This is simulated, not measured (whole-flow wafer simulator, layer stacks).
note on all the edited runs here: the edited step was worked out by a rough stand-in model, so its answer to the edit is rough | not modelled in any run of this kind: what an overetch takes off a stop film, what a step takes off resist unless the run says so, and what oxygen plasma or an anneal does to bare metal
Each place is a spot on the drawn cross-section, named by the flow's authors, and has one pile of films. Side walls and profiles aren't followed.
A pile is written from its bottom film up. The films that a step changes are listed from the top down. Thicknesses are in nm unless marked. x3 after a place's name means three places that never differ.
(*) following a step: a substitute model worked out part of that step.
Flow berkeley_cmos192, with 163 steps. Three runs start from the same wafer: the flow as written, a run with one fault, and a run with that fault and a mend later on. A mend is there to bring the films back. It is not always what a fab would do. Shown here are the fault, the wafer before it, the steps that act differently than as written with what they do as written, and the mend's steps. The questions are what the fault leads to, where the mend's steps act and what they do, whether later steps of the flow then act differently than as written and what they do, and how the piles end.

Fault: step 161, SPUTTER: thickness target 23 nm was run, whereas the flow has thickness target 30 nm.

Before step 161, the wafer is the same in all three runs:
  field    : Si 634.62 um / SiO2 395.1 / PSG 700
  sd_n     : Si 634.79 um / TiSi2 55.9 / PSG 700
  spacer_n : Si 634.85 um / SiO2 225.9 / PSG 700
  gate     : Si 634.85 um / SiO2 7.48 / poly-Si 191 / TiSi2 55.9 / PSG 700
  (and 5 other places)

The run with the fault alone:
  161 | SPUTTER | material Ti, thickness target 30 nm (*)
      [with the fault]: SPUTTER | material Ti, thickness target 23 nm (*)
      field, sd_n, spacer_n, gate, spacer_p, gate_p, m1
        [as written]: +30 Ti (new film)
        [with the fault]: +23 Ti (new film)
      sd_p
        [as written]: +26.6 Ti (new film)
        [with the fault]: +20.4 Ti (new film)
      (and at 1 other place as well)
  None of the later steps of the flow differs from how it acts as written, at any place that is followed, by more than 2% or 0.5 nm, whichever is larger.
  By the end, the piles at field, sd_n, spacer_n and 6 more depart from the flow's by more than 2% or 0.5 nm, whichever is larger.
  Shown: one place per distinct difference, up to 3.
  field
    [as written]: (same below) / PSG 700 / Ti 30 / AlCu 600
    [with the fault]: (same below) / PSG 700 / Ti 23 / AlCu 600
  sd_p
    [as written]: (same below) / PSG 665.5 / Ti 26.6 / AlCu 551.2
    [with the fault]: (same below) / PSG 665.5 / Ti 20.4 / AlCu 551.5
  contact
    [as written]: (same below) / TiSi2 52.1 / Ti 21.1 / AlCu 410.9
    [with the fault]: (same below) / TiSi2 52.1 / Ti 16.2 / AlCu 412

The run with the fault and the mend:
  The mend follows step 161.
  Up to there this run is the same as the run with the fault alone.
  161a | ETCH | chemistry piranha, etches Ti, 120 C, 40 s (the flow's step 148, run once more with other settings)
      field, sd_n, spacer_n, gate, spacer_p, gate_p, m1
        -23 Ti (all of it)
      sd_p
        -20.4 Ti (all of it)
      contact
        -16.2 Ti (all of it), -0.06 TiSi2
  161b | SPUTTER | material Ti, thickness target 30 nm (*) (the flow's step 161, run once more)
      field, sd_n, spacer_n, gate, spacer_p, gate_p, m1
        +30 Ti (new film)
      sd_p
        +26.6 Ti (new film)
      contact
        +21.1 Ti (new film)
  None of the later steps of the flow acts differently than as written at any place that is followed.
  When the end is reached, the piles differ only a little from the flow's at the places that both follow, at most by 2% or 0.5 nm, whichever is larger.
